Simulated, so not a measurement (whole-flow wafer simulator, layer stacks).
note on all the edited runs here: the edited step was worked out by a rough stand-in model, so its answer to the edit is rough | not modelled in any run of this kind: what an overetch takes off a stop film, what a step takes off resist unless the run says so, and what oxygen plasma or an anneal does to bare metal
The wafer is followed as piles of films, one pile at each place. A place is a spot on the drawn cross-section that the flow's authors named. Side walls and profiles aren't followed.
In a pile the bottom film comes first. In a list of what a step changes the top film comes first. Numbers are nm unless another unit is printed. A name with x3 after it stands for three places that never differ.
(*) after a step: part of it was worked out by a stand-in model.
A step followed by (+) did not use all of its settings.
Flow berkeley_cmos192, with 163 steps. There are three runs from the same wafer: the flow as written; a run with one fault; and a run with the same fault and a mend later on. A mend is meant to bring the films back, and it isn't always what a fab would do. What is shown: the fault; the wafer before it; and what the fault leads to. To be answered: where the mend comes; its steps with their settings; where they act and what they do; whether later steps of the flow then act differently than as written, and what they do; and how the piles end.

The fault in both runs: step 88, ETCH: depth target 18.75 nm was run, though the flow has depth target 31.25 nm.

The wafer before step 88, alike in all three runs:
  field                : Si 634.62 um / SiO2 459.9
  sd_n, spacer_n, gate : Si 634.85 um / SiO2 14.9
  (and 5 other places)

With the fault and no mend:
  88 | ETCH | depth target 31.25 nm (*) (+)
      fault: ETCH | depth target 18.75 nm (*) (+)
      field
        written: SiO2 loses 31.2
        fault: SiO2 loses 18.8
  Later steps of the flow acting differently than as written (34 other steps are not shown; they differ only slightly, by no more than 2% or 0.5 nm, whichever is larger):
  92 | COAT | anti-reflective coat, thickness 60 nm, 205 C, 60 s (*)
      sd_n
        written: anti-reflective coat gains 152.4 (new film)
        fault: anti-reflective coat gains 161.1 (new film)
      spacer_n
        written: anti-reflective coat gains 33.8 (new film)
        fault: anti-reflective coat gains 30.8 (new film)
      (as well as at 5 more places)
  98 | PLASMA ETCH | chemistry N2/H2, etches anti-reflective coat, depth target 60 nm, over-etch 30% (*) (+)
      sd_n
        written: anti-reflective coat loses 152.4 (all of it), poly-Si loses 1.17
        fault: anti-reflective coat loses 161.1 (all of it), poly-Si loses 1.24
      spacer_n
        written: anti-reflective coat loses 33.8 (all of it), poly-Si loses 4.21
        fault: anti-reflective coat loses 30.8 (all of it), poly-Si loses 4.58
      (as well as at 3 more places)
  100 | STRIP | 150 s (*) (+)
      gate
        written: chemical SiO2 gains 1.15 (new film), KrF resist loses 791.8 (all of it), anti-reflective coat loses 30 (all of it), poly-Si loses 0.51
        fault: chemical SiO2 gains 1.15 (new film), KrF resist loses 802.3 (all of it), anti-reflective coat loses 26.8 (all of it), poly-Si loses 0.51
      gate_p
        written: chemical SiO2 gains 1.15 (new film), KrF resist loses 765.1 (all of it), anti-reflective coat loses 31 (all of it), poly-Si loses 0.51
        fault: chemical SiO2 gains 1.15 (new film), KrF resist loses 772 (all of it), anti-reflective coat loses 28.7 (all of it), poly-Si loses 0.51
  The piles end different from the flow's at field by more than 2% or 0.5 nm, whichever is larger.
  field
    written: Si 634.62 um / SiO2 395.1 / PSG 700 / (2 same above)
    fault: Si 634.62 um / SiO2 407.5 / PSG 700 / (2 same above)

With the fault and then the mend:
  The mend stands after step 88.
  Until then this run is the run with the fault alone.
  88a | ETCH | depth target 12.5 nm (*) (+) (the flow's step 88 again, with other settings)
      field
        SiO2 loses 12.5
  Later steps of the flow that are run all act as written at every place that is followed.
  By the end, the piles equal the flow's at every place that both follow.
